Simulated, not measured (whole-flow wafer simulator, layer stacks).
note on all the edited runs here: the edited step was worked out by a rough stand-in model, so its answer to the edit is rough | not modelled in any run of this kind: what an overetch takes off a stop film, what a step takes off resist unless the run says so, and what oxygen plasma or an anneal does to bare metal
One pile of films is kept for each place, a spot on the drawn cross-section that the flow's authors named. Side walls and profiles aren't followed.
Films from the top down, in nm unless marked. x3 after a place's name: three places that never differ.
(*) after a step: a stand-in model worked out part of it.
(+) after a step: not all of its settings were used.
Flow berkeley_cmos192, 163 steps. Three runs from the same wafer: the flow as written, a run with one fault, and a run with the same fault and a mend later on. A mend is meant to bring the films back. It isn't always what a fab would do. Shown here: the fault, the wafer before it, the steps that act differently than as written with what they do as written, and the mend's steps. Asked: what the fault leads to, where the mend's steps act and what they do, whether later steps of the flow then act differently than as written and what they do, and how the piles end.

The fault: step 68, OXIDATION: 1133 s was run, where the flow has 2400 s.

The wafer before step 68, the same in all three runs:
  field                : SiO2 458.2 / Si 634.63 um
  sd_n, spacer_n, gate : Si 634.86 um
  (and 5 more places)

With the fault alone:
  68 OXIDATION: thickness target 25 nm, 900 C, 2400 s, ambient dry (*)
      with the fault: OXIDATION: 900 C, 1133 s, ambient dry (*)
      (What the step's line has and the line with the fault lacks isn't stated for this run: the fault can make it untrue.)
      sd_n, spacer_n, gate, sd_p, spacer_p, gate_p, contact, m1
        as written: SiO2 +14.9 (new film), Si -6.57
        with the fault: SiO2 +9.33 (new film), Si -4.11
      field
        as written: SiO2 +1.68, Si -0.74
        with the fault: SiO2 +0.79, Si -0.35
  Later steps of the flow that act differently than as written (37 more steps differ only slightly, by at most 2% or 0.5 nm, whichever is larger, and aren't shown):
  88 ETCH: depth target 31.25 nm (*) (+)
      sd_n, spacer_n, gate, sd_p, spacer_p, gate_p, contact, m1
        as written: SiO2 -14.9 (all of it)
        with the fault: SiO2 -9.33 (all of it)
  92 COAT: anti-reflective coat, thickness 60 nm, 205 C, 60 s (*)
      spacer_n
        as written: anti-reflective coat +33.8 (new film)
        with the fault: anti-reflective coat +34.7 (new film)
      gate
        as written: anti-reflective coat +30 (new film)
        with the fault: anti-reflective coat +30.9 (new film)
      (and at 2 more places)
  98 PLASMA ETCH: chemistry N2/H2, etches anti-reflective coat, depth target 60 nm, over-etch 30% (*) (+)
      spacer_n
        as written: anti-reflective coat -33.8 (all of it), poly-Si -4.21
        with the fault: anti-reflective coat -34.7 (all of it), poly-Si -4.14
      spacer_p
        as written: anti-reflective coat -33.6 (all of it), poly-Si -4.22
        with the fault: anti-reflective coat -34.3 (all of it), poly-Si -4.15
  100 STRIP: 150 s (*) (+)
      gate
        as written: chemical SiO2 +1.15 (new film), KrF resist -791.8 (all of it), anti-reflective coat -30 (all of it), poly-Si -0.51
        with the fault: chemical SiO2 +1.15 (new film), KrF resist -789.6 (all of it), anti-reflective coat -30.9 (all of it), poly-Si -0.51
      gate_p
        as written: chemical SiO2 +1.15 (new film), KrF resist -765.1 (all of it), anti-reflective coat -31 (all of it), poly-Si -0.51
        with the fault: chemical SiO2 +1.15 (new film), KrF resist -763.5 (all of it), anti-reflective coat -31.7 (all of it), poly-Si -0.51
  At the end the piles differ from the flow's only slightly at the places that both follow, by at most 2% or 0.5 nm, whichever is larger.

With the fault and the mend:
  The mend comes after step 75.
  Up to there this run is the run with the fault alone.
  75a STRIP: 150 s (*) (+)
      sd_p
        KrF resist -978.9 (all of it)
      spacer_p
        KrF resist -960.2 (all of it)
      gate_p
        KrF resist -959.3 (all of it)
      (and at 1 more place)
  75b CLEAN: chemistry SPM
      changes no film at any place that is followed
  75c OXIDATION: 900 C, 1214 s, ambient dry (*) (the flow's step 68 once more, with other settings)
      sd_n, spacer_n, gate, sd_p, spacer_p, gate_p, contact, m1
        SiO2 +5.6, Si -2.46
      field
        SiO2 +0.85, Si -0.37
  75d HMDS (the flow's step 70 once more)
      changes no film at any place that is followed
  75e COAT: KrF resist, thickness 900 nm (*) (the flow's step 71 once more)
      spacer_n, gate
        KrF resist +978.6 (new film)
      field
        KrF resist +842.4 (new film)
      sd_n
        KrF resist +1013.2 (new film)
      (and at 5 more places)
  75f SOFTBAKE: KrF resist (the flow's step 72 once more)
      changes no film at any place that is followed
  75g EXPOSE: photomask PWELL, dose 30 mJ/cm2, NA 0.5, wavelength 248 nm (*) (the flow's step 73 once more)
      changes no film at any place that is followed
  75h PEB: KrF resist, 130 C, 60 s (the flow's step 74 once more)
      sd_n, m1
        KrF resist -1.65
      spacer_n, gate
        KrF resist -1.58
      spacer_p, gate_p
        KrF resist -1.57
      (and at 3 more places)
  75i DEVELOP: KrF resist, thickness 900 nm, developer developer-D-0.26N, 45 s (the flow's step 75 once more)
      sd_p, spacer_p, gate_p, m1
        KrF resist -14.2
      spacer_n, gate
        KrF resist -977 (all of it)
      field
        KrF resist -841.1 (all of it)
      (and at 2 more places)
  No later step of the flow acts differently than as written, at any place that is followed, by more than 2% or 0.5 nm, whichever is larger.
  At the end the piles differ from the flow's only slightly at the places that both follow, by at most 2% or 0.5 nm, whichever is larger.
